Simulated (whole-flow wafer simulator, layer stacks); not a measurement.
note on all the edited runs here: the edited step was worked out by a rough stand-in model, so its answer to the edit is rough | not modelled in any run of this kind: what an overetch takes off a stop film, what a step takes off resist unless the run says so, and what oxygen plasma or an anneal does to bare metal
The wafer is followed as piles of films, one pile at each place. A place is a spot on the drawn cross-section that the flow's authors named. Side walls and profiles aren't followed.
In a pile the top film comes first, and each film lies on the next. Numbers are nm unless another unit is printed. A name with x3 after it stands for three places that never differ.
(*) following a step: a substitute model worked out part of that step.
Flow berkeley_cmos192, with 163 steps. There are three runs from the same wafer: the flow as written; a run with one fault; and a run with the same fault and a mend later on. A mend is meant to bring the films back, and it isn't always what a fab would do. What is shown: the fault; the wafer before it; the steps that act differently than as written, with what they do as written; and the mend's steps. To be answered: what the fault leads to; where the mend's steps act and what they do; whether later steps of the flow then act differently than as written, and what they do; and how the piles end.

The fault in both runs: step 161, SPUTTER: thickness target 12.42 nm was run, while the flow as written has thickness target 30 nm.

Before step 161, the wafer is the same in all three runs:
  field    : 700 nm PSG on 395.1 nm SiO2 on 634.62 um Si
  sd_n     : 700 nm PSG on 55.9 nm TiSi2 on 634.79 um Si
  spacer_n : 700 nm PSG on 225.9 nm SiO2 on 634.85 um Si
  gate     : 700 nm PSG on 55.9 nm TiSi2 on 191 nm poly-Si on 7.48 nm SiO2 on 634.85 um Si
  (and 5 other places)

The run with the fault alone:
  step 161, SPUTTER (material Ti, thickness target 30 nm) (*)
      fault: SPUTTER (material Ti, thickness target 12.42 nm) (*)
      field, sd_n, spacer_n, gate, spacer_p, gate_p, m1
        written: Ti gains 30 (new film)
        fault: Ti gains 12.4 (new film)
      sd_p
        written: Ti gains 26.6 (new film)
        fault: Ti gains 11 (new film)
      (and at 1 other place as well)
  Every later step of the flow that is run acts as written, at every place that is followed, to within 2% or 0.5 nm, whichever is larger.
  By the end, the piles at field, sd_n, spacer_n and 6 more depart from the flow's by more than 2% or 0.5 nm, whichever is larger.
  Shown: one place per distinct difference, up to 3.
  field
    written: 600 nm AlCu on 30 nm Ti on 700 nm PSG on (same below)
    fault: 600 nm AlCu on 12.4 nm Ti on 700 nm PSG on (same below)
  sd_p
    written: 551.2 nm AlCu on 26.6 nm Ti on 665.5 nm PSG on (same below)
    fault: 552.1 nm AlCu on 11 nm Ti on 665.5 nm PSG on (same below)
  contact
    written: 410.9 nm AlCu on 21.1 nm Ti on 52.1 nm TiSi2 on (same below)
    fault: 413.7 nm AlCu on 8.73 nm Ti on 52.1 nm TiSi2 on (same below)

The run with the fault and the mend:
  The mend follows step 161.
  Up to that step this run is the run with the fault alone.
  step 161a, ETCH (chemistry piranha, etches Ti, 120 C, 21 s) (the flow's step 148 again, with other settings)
      field, sd_n, spacer_n, gate, spacer_p, gate_p, m1
        Ti loses 12.4 (all of it)
      sd_p
        Ti loses 11 (all of it)
      contact
        Ti loses 8.73 (all of it)
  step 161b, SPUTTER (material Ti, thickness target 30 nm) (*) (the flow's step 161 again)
      field, sd_n, spacer_n, gate, spacer_p, gate_p, m1
        Ti gains 30 (new film)
      sd_p
        Ti gains 26.6 (new film)
      contact
        Ti gains 21.1 (new film)
  Every later step of the flow that is run acts as written at every place that is followed.
  At every place that both follow, the piles at the end match the flow's.
